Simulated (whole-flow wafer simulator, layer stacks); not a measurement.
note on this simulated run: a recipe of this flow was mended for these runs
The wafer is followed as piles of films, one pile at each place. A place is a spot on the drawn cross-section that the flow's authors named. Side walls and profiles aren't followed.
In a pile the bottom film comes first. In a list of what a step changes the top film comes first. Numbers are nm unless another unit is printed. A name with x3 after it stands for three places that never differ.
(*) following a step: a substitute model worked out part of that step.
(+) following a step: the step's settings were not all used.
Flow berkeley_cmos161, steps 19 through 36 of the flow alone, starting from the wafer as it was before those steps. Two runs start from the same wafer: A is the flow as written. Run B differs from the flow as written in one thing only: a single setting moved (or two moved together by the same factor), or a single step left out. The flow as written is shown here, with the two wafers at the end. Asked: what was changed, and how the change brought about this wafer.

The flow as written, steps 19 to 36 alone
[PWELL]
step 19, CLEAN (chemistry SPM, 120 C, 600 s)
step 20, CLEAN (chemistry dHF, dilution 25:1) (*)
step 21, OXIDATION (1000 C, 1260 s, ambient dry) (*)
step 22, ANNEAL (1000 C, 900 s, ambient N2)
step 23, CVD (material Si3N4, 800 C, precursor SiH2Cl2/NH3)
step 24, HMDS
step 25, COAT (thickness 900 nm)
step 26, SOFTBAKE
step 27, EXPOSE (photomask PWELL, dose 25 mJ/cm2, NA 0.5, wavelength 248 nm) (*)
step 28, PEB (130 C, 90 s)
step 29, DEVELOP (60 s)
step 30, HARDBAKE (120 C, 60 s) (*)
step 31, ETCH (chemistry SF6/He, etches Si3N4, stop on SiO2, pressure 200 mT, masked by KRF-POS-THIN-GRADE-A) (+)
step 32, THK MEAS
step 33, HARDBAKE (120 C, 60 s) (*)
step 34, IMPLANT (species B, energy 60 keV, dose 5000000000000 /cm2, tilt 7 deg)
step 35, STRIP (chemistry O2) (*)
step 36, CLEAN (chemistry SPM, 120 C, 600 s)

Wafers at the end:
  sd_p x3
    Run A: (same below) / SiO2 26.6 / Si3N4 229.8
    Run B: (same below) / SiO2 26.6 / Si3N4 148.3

What caused this: step 23, CVD: 765 C was run, though the flow has 800 C.

The path from the change to this, step by step:
  step 23, CVD (material Si3N4, 800 C, precursor SiH2Cl2/NH3)
      field x6, sd_p x3: A Si3N4 gains 229.8 (new film) | B Si3N4 gains 148.3 (new film)
  step 31, ETCH (chemistry SF6/He, etches Si3N4, stop on SiO2, pressure 200 mT, masked by KRF-POS-THIN-GRADE-A) (+)
      field x6: A Si3N4 loses 229.8 (all of it), SiO2 loses 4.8 | B Si3N4 loses 148.3 (all of it), SiO2 loses 4.8
      sd_p x3: A KrF-resist loses 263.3 | B KrF-resist loses 174.8
  step 35, STRIP (chemistry O2) (*)
      sd_p x3: A KrF-resist loses 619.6 (all of it) | B KrF-resist loses 708.2 (all of it)
